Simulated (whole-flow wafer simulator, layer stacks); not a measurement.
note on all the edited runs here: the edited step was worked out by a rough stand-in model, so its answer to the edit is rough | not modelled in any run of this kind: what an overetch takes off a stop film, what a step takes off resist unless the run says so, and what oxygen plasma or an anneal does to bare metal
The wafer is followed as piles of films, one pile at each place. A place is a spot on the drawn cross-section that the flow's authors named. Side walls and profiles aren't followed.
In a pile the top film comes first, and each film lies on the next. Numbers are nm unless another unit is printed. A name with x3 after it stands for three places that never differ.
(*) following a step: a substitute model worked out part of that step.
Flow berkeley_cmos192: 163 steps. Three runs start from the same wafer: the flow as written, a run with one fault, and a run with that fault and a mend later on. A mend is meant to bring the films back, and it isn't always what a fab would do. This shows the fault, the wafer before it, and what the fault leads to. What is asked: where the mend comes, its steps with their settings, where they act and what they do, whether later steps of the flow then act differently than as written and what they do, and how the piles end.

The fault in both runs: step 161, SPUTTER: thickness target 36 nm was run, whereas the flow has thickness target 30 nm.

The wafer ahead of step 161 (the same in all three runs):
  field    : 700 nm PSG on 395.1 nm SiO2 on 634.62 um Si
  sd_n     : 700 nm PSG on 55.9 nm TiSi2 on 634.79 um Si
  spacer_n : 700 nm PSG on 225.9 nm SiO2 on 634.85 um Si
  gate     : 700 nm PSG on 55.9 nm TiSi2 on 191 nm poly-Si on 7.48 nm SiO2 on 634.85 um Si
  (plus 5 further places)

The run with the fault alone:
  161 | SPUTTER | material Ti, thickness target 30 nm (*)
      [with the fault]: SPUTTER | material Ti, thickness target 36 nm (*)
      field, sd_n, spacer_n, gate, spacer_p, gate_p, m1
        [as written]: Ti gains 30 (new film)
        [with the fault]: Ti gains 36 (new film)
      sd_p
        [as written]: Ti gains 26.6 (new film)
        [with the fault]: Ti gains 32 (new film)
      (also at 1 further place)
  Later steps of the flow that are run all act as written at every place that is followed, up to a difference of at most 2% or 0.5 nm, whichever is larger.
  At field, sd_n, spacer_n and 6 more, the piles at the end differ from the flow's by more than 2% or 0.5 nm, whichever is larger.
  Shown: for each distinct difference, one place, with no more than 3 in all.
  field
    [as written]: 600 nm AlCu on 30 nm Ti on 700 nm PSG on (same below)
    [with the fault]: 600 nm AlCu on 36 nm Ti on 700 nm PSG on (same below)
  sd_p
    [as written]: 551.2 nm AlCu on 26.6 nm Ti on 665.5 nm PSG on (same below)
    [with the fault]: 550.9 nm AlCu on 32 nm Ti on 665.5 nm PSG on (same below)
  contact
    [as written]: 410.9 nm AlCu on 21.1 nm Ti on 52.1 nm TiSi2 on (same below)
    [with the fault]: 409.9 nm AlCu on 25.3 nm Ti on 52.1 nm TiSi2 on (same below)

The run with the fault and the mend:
  After step 161 comes the mend.
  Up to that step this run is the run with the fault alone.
  161a | ETCH | chemistry piranha, etches Ti, 120 C, 62 s (the flow's step 148 again, with other settings)
      field, sd_n, spacer_n, gate, spacer_p, gate_p, m1
        Ti loses 36 (all of it)
      sd_p
        Ti loses 32 (all of it)
      contact
        Ti loses 25.3 (all of it), TiSi2 loses 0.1
  161b | SPUTTER | material Ti, thickness target 30 nm (*) (the flow's step 161 again)
      field, sd_n, spacer_n, gate, spacer_p, gate_p, m1
        Ti gains 30 (new film)
      sd_p
        Ti gains 26.6 (new film)
      contact
        Ti gains 21.1 (new film)
  Later steps of the flow that are run all act as written at every place that is followed.
  The piles end only slightly different from the flow's at the places that both follow, by no more than 2% or 0.5 nm, whichever is larger.
